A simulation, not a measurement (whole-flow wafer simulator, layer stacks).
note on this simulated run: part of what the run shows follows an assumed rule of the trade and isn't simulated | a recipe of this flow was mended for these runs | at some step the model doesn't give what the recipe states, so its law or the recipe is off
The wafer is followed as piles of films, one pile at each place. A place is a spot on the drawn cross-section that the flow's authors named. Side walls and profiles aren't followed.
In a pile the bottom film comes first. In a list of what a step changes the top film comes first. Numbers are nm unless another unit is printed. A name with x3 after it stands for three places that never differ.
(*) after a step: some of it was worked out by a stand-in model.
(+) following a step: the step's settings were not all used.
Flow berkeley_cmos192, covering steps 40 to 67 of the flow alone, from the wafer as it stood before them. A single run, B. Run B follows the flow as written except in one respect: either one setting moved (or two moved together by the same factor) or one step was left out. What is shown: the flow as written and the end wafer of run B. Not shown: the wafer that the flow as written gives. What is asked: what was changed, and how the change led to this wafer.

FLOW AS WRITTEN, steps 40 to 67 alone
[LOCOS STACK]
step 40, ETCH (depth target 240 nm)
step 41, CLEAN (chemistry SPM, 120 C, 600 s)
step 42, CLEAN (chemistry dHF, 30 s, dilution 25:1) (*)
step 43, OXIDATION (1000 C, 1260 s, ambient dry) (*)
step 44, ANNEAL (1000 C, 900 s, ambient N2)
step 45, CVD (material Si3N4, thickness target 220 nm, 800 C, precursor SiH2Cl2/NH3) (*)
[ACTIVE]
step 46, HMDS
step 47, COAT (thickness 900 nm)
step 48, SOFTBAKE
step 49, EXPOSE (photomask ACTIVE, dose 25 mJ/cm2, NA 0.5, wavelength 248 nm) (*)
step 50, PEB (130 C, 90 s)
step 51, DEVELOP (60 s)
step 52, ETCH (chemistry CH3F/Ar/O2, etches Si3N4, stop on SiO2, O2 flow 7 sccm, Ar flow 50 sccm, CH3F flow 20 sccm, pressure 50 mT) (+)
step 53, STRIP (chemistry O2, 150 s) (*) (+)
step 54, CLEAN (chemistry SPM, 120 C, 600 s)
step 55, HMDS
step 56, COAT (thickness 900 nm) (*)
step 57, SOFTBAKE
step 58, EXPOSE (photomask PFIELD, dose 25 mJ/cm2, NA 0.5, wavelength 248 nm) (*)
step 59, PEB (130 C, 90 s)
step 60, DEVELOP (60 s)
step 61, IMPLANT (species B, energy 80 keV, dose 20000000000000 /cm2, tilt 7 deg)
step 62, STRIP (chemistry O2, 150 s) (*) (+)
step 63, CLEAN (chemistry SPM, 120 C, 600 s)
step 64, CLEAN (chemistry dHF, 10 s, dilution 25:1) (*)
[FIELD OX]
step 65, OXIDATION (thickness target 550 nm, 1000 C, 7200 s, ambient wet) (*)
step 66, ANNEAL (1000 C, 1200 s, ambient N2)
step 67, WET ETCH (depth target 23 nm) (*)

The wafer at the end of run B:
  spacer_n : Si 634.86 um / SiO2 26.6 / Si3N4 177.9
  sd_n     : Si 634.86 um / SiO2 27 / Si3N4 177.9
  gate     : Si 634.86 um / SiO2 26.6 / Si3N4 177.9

What caused this: step 45, CVD: 788 C was run, whereas the flow has 800 C.

Step by step, how the change led to this:
  step 45, CVD (material Si3N4, thickness target 220 nm, 800 C, precursor SiH2Cl2/NH3) (*)
      field, sd_n, spacer_n and 6 more: +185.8 Si3N4 (new film) (it would be, as written: +220 Si3N4 (new film))
  step 52, ETCH (chemistry CH3F/Ar/O2, etches Si3N4, stop on SiO2, O2 flow 7 sccm, Ar flow 50 sccm, CH3F flow 20 sccm, pressure 50 mT) (+)
      sd_n, spacer_n, gate, sd_p, spacer_p, gate_p, contact, m1: -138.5 KrF-resist (it would be, as written: -161.3 KrF-resist)
      field: -185.8 Si3N4 (all of it), -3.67 SiO2 (it would be, as written: -220 Si3N4 (all of it), -3.67 SiO2)
  step 53, STRIP (chemistry O2, 150 s) (*) (+)
      sd_n, spacer_n, gate, sd_p, spacer_p, gate_p, contact, m1: -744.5 KrF-resist (all of it) (it would be, as written: -721.7 KrF-resist (all of it))
  step 56, COAT (thickness 900 nm) (*)
      sd_n: +802.6 KrF-resist (new film) (it would be, as written: +785.2 KrF-resist (new film))
      m1: +803.9 KrF-resist (new film) (it would be, as written: +787.2 KrF-resist (new film))
  step 62, STRIP (chemistry O2, 150 s) (*) (+)
      sd_n: -785.9 KrF-resist (all of it) (it would be, as written: -768.5 KrF-resist (all of it))
      m1: -787.2 KrF-resist (all of it) (it would be, as written: -770.6 KrF-resist (all of it))
  step 65, OXIDATION (thickness target 550 nm, 1000 C, 7200 s, ambient wet) (*)
      gate: +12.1 SiO2 (new film), -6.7 Si3N4 (it would be, as written: +12.1 SiO2 (new film), -6.7 Si3N4, +0.05 SiO2, -0.05 Si)
